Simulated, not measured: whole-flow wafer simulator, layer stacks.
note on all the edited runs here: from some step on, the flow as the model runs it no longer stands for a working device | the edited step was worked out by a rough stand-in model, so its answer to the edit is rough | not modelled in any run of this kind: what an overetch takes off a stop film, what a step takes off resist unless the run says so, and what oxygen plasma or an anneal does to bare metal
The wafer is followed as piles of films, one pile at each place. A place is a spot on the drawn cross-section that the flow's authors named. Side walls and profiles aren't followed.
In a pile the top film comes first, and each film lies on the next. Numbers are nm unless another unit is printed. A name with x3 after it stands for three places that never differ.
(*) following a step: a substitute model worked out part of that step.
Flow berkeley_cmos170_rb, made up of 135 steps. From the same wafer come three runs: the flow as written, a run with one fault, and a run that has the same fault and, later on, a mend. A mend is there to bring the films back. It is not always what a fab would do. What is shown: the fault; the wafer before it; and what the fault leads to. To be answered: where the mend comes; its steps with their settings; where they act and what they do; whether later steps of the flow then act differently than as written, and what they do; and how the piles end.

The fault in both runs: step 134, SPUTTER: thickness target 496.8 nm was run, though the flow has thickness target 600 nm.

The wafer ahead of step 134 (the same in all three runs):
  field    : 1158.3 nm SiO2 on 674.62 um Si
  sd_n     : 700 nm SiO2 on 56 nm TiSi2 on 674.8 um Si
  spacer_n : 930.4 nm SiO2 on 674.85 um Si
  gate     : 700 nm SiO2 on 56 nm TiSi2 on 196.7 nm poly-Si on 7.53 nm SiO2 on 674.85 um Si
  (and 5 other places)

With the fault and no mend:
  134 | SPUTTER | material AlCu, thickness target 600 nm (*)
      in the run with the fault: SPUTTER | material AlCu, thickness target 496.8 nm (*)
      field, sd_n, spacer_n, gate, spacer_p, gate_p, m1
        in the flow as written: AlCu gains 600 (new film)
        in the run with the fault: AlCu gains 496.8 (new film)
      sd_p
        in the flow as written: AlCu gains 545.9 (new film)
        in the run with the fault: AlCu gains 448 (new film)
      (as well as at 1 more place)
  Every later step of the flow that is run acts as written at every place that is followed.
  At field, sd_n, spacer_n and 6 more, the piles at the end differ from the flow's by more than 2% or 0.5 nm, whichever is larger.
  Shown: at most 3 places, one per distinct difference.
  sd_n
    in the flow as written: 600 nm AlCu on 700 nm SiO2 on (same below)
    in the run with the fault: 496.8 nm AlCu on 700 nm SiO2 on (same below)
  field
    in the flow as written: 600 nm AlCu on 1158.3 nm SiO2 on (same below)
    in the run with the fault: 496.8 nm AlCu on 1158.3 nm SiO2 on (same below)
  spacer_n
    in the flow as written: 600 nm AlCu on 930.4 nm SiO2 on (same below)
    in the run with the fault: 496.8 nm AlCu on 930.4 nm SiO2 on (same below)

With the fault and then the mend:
  After step 134 comes the mend.
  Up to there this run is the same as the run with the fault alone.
  134a | ETCH | chemistry al pan, depth target 571.1 nm
      field, sd_n, spacer_n, gate, spacer_p, gate_p, m1
        AlCu loses 496.8 (all of it)
      sd_p
        AlCu loses 448 (all of it)
      contact
        AlCu loses 346.3 (all of it)
  134b | SPUTTER | material AlCu, thickness target 600 nm (*) (the flow's step 134, run once more)
      field, sd_n, spacer_n, gate, spacer_p, gate_p, m1
        AlCu gains 600 (new film)
      sd_p
        AlCu gains 545.9 (new film)
      contact
        AlCu gains 415.1 (new film)
  Every later step of the flow that is run acts as written at every place that is followed.
  The piles end the same as the flow's at every place that both follow.
